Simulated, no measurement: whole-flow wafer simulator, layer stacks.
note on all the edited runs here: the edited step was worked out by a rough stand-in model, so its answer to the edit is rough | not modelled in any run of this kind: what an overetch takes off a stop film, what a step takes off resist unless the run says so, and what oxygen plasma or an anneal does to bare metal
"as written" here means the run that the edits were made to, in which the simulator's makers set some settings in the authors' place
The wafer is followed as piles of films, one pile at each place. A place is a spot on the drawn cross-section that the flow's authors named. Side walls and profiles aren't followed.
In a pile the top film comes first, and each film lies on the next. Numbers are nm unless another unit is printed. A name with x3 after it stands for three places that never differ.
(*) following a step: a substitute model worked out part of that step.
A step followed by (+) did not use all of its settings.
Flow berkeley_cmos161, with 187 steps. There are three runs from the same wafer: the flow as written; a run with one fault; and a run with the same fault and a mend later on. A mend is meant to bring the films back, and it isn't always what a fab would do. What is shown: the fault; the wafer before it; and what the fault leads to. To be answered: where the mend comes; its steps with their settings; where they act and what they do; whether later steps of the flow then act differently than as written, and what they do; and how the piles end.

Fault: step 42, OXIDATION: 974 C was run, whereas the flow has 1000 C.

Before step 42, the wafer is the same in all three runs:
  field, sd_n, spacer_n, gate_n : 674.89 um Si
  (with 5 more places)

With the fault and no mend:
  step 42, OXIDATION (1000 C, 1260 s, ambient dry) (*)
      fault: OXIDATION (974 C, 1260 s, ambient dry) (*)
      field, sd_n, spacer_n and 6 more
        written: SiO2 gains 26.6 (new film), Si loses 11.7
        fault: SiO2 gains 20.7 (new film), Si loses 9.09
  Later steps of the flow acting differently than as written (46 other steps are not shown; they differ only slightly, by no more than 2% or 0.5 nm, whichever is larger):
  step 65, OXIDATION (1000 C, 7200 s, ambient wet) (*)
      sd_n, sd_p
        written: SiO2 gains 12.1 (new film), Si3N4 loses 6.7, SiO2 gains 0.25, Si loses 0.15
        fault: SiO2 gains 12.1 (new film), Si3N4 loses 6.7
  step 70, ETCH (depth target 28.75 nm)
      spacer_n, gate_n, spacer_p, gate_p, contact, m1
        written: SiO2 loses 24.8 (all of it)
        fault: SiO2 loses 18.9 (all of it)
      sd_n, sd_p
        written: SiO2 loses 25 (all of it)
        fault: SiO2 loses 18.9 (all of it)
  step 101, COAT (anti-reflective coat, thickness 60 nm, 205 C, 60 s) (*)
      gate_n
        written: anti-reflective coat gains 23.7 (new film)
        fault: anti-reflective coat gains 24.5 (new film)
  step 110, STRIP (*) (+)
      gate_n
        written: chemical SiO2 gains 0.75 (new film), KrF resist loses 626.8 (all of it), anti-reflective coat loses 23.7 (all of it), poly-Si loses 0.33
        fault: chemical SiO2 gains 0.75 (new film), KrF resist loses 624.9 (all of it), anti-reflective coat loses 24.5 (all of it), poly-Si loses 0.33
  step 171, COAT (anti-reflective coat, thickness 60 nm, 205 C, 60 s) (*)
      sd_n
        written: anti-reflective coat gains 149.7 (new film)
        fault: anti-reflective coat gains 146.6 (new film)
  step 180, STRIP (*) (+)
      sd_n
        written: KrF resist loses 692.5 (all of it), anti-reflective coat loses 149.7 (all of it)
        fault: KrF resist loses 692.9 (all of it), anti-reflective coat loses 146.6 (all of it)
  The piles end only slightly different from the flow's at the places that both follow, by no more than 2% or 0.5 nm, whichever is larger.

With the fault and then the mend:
  The mend stands after step 43.
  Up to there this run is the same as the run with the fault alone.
  step 43a, OXIDATION (1000 C, 376 s, ambient dry) (*) (a further turn of the flow's step 42, with different settings)
      field, sd_n, spacer_n and 6 more
        SiO2 gains 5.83, Si loses 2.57
  Later steps of the flow that are run all act as written at every place that is followed, up to a difference of at most 2% or 0.5 nm, whichever is larger.
  At every place that both follow, the piles at the end match the flow's.
